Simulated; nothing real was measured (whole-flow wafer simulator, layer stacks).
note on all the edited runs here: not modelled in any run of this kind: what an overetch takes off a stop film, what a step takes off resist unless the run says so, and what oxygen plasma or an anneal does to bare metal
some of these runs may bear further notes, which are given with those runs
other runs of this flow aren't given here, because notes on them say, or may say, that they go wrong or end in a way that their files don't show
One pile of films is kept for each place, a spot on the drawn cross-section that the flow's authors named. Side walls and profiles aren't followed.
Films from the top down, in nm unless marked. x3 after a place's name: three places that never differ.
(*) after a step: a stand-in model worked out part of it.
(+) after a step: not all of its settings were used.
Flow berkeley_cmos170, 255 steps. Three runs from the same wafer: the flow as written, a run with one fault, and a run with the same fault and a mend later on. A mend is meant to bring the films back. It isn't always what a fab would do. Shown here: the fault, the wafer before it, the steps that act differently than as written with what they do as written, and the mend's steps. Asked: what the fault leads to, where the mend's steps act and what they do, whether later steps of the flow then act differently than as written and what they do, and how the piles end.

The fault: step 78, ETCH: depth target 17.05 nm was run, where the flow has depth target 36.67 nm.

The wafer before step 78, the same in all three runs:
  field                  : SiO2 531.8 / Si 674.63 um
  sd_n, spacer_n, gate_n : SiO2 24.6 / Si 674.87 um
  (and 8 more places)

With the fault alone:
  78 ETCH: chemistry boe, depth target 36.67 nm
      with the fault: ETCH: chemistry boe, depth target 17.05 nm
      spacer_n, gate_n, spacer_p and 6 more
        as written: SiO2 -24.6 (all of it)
        with the fault: SiO2 -17.1
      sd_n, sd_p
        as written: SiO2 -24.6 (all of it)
        with the fault: SiO2 -17
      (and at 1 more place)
  Later steps of the flow that act differently than as written (43 more steps differ only slightly, by at most 2% or 0.5 nm, whichever is larger, and aren't shown):
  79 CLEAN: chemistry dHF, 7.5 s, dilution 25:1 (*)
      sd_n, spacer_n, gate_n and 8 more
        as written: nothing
        with the fault: SiO2 -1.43
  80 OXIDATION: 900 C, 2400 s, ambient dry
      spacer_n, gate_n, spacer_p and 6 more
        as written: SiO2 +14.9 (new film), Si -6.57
        with the fault: SiO2 +12.8, Si -5.64
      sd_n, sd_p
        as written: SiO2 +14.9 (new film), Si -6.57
        with the fault: SiO2 +12.8, Si -5.63
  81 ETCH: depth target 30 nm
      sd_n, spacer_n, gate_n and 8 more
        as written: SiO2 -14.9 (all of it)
        with the fault: SiO2 -18.9 (all of it)
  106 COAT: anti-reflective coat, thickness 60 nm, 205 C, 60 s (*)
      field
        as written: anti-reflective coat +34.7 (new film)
        with the fault: anti-reflective coat +35.5 (new film)
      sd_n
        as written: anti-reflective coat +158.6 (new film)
        with the fault: anti-reflective coat +176.5 (new film)
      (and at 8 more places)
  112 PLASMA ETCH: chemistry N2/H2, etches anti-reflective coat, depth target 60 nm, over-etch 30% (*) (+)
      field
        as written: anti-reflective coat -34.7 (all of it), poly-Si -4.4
        with the fault: anti-reflective coat -35.5 (all of it), poly-Si -4.97
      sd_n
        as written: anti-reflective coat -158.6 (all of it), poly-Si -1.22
        with the fault: anti-reflective coat -176.5 (all of it), poly-Si -1.36
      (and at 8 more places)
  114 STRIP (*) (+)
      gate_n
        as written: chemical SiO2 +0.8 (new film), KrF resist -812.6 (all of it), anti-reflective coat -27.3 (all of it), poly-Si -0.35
        with the fault: chemical SiO2 +0.8 (new film), KrF resist -829.6 (all of it), anti-reflective coat -22.9 (all of it), poly-Si -0.35
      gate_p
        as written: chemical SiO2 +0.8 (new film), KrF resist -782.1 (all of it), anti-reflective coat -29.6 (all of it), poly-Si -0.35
        with the fault: chemical SiO2 +0.8 (new film), KrF resist -791.5 (all of it), anti-reflective coat -27.3 (all of it), poly-Si -0.35
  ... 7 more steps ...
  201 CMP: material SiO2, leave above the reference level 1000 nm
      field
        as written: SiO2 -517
        with the fault: SiO2 -535.6
  At the end the piles differ from the flow's by more than 2% or 0.5 nm, whichever is larger, at field.
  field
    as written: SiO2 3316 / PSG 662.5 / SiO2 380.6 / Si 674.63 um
    with the fault: SiO2 3297.4 / PSG 662.5 / SiO2 400.1 / Si 674.63 um

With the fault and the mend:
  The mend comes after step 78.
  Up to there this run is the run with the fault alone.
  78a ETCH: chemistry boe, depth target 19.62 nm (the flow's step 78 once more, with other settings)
      spacer_n, gate_n, spacer_p and 6 more
        SiO2 -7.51 (all of it)
      sd_n, sd_p
        SiO2 -7.57 (all of it)
      field
        SiO2 -19.6
  No later step of the flow acts differently than as written, at any place that is followed, by more than 2% or 0.5 nm, whichever is larger.
  At the end the piles are the same as the flow's at every place that both follow.
